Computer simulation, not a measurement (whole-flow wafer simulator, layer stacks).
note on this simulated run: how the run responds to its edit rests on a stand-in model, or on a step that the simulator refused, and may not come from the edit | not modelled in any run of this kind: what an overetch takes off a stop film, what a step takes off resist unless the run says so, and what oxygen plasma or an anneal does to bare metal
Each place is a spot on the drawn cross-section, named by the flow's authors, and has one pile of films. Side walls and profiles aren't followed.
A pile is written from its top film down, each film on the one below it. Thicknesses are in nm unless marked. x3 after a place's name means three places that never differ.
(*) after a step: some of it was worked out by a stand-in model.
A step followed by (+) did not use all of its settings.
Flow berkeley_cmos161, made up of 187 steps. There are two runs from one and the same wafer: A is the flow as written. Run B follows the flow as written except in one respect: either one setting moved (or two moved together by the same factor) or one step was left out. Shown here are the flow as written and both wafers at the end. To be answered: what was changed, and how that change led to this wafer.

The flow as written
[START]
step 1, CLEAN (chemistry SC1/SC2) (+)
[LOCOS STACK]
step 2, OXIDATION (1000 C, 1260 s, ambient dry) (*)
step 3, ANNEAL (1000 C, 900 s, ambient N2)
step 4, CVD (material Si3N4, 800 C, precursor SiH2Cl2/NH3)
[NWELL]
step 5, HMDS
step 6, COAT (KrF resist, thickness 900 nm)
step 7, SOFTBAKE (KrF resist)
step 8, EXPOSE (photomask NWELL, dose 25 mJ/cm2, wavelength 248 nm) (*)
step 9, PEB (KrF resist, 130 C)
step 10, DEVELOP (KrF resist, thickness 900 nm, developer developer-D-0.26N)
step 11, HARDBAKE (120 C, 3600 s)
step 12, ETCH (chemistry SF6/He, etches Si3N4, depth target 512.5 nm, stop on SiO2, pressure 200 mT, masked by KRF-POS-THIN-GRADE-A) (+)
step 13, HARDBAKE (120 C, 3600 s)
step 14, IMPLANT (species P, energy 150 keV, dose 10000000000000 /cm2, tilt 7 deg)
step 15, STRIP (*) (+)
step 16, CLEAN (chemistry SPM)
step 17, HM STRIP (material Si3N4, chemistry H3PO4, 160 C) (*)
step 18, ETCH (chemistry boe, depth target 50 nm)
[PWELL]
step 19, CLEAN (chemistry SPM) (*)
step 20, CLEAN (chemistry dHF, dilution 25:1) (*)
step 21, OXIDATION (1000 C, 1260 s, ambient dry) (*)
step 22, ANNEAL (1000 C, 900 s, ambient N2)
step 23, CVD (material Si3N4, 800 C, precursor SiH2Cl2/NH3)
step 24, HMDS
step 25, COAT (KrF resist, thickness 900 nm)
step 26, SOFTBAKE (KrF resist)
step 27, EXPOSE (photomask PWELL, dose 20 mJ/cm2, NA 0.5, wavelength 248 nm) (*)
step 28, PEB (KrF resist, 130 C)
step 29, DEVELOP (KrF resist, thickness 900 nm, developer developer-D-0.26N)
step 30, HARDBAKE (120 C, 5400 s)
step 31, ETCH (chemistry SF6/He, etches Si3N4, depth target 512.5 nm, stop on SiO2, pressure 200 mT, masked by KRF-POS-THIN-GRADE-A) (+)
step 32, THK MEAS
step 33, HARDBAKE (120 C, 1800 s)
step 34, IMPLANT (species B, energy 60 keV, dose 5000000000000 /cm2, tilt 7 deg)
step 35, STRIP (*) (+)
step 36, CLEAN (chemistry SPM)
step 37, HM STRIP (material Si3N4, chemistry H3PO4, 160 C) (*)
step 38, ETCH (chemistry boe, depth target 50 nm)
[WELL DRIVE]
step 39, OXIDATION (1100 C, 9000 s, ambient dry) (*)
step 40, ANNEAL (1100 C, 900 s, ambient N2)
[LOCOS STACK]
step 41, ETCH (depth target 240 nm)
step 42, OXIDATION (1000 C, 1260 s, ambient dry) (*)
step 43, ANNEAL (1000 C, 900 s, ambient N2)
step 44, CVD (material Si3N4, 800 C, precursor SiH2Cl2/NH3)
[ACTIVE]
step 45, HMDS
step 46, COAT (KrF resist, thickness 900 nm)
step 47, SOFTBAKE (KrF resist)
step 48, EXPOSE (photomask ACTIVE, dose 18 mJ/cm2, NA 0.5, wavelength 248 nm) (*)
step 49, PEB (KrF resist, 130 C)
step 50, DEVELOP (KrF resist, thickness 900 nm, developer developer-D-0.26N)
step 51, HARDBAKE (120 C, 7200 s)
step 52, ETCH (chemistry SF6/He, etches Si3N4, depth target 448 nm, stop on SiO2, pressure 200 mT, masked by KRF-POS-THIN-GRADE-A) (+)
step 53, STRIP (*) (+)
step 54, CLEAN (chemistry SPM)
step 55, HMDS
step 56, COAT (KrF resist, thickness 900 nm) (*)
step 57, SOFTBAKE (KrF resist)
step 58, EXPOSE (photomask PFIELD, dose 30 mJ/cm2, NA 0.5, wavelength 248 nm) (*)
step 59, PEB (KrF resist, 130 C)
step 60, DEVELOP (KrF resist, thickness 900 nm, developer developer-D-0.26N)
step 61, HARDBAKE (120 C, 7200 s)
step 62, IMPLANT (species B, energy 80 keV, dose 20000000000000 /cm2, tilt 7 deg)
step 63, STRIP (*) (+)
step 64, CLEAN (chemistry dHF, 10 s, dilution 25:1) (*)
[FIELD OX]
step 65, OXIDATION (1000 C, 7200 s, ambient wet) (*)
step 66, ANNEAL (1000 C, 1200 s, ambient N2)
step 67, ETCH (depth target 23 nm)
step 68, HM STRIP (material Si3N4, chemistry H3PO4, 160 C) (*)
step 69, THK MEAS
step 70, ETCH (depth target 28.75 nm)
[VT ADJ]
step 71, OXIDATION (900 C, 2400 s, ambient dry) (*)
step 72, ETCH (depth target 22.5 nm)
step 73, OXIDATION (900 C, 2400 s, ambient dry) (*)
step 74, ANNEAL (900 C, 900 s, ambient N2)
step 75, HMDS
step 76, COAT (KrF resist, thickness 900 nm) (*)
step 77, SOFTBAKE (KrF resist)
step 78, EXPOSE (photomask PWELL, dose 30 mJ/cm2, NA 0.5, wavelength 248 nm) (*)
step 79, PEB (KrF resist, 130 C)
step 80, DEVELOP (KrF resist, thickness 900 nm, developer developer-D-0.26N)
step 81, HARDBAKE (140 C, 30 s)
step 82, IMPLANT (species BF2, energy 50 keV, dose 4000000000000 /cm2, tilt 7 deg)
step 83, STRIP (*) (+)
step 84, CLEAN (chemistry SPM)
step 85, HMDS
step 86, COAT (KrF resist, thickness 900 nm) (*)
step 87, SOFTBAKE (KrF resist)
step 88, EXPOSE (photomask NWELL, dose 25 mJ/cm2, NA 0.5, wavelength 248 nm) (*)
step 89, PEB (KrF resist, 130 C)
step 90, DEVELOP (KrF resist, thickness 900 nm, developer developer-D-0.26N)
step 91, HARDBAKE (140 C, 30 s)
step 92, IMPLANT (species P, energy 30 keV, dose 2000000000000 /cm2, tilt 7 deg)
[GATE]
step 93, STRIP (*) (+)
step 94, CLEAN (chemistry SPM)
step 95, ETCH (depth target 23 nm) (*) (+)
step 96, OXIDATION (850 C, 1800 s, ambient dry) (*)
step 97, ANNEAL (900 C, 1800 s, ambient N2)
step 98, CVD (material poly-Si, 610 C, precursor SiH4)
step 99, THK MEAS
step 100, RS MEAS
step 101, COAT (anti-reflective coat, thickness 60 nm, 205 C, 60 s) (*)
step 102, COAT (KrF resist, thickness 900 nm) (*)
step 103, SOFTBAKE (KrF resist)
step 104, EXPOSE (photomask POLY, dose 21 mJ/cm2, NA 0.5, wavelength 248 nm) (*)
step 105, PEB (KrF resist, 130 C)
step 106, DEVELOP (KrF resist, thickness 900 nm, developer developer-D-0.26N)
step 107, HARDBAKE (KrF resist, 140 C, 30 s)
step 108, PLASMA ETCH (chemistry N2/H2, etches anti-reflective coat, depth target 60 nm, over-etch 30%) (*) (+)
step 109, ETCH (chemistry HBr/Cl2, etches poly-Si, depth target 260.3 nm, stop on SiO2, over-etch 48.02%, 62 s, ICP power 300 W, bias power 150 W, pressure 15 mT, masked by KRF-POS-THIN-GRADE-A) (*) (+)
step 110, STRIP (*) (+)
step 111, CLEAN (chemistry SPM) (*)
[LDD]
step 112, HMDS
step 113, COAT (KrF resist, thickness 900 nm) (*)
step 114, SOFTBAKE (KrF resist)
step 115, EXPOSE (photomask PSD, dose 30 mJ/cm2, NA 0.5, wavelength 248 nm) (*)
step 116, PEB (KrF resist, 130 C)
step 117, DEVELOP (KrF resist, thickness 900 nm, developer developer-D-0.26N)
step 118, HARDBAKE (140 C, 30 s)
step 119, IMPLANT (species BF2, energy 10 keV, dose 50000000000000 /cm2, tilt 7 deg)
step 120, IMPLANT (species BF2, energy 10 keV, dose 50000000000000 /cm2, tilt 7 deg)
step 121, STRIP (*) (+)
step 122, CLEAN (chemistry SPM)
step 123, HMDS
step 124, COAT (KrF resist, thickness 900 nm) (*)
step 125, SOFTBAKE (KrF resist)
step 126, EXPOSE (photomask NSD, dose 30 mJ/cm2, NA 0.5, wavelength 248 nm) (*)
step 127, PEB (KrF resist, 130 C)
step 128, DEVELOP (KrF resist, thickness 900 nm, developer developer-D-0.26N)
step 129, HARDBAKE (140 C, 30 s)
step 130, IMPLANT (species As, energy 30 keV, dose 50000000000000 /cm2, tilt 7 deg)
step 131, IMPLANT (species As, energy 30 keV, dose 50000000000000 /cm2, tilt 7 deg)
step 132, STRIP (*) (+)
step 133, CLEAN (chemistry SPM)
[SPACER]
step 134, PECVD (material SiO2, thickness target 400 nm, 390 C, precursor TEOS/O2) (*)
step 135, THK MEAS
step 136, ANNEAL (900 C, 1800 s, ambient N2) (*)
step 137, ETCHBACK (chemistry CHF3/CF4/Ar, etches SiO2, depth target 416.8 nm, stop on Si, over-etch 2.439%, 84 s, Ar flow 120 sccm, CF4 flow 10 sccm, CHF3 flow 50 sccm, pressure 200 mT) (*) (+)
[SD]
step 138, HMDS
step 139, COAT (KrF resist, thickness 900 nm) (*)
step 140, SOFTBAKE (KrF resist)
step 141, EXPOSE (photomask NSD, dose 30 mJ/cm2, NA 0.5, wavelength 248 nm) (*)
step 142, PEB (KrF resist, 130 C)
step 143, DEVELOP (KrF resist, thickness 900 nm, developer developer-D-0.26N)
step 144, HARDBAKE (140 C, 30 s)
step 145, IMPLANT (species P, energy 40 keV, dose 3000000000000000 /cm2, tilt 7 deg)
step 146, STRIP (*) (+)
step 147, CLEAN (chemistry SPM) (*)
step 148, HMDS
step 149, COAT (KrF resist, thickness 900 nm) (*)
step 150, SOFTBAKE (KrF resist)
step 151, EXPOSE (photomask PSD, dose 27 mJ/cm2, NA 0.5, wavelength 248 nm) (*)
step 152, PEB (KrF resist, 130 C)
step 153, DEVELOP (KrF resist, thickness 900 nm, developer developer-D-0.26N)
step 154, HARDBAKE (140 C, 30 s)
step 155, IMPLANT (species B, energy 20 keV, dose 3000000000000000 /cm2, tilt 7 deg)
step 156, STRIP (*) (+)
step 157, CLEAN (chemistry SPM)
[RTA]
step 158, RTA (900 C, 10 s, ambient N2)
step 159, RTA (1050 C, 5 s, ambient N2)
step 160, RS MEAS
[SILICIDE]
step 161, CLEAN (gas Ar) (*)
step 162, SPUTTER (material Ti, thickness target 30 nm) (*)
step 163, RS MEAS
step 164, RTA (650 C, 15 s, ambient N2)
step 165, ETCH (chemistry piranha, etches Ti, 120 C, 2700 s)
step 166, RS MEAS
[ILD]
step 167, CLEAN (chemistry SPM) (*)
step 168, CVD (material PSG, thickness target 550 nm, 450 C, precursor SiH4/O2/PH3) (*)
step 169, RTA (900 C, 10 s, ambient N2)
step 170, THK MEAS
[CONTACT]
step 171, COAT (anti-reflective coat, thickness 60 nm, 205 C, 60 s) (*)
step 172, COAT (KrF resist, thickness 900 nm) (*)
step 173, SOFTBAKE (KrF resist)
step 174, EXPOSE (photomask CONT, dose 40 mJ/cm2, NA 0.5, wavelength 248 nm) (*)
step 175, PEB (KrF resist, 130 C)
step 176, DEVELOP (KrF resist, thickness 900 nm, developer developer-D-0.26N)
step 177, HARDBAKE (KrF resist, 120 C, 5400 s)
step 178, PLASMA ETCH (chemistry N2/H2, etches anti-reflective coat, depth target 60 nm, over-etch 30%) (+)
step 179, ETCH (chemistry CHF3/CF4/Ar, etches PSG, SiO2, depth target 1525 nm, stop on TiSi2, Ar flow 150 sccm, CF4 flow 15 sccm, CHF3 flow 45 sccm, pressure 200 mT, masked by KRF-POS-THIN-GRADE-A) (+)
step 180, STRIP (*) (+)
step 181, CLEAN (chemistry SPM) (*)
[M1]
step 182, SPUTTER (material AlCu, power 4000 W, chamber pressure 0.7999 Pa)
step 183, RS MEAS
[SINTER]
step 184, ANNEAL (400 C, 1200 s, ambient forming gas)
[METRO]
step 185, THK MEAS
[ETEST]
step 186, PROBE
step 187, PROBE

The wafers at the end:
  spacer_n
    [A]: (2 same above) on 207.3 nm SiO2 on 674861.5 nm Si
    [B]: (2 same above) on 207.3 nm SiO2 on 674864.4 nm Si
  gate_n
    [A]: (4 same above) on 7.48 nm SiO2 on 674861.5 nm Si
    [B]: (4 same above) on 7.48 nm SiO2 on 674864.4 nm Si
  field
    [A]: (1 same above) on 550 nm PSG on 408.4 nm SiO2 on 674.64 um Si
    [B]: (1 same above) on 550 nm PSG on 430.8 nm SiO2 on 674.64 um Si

The reason: step 72, ETCH: depth target 22.5 nm, was not run.

The path from the change to this, step by step:
  step 73, OXIDATION (900 C, 2400 s, ambient dry) (*)
      sd_n, spacer_n, gate_n, sd_p, spacer_p, gate_p, contact, m1: A SiO2 gains 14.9 (new film), Si loses 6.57 | B SiO2 gains 8.22, Si loses 3.62
  step 95, ETCH (depth target 23 nm) (*) (+)
      sd_n, spacer_n, gate_n, sd_p, spacer_p, gate_p, contact, m1: A SiO2 loses 14.9 (all of it) | B SiO2 loses 23.2 (all of it)
  step 101, COAT (anti-reflective coat, thickness 60 nm, 205 C, 60 s) (*)
      sd_n: A anti-reflective coat gains 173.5 (new film) | B anti-reflective coat gains 187.9 (new film)
      spacer_n: A anti-reflective coat gains 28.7 (new film) | B anti-reflective coat gains 25.3 (new film)
      (also at 6 further places)
  step 108, PLASMA ETCH (chemistry N2/H2, etches anti-reflective coat, depth target 60 nm, over-etch 30%) (*) (+)
      sd_n: A anti-reflective coat loses 173.5 (all of it), poly-Si loses 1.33 | B anti-reflective coat loses 187.9 (all of it), poly-Si loses 1.45
      spacer_n: A anti-reflective coat loses 28.7 (all of it), poly-Si loses 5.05 | B anti-reflective coat loses 25.3 (all of it), poly-Si loses 5.62
      (also at 4 further places)
  step 110, STRIP (*) (+)
      gate_n: A chemical SiO2 gains 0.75 (new film), KrF resist loses 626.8 (all of it), anti-reflective coat loses 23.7 (all of it), poly-Si loses 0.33 | B chemical SiO2 gains 0.75 (new film), KrF resist loses 639.1 (all of it), anti-reflective coat loses 20.5 (all of it), poly-Si loses 0.33
      gate_p: A chemical SiO2 gains 0.75 (new film), KrF resist loses 598.2 (all of it), anti-reflective coat loses 27.9 (all of it), poly-Si loses 0.33 | B chemical SiO2 gains 0.75 (new film), KrF resist loses 605.5 (all of it), anti-reflective coat loses 26.3 (all of it), poly-Si loses 0.33
  step 171, COAT (anti-reflective coat, thickness 60 nm, 205 C, 60 s) (*)
      sd_n: A anti-reflective coat gains 149.7 (new film) | B anti-reflective coat gains 166.1 (new film)
      gate_n: A anti-reflective coat gains 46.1 (new film) | B anti-reflective coat gains 47.4 (new film)
      (also at 3 further places)
  step 180, STRIP (*) (+)
      sd_n: A KrF resist loses 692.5 (all of it), anti-reflective coat loses 149.7 (all of it) | B KrF resist loses 688.9 (all of it), anti-reflective coat loses 166.1 (all of it)
      spacer_n: A KrF resist loses 635.2 (all of it), anti-reflective coat loses 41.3 (all of it) | B KrF resist loses 648.2 (all of it), anti-reflective coat loses 41.7 (all of it)
      (also at 4 further places)
  step 182, SPUTTER (material AlCu, power 4000 W, chamber pressure 0.7999 Pa)
      sd_p: A AlCu gains 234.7 (new film) | B AlCu gains 229.7 (new film)
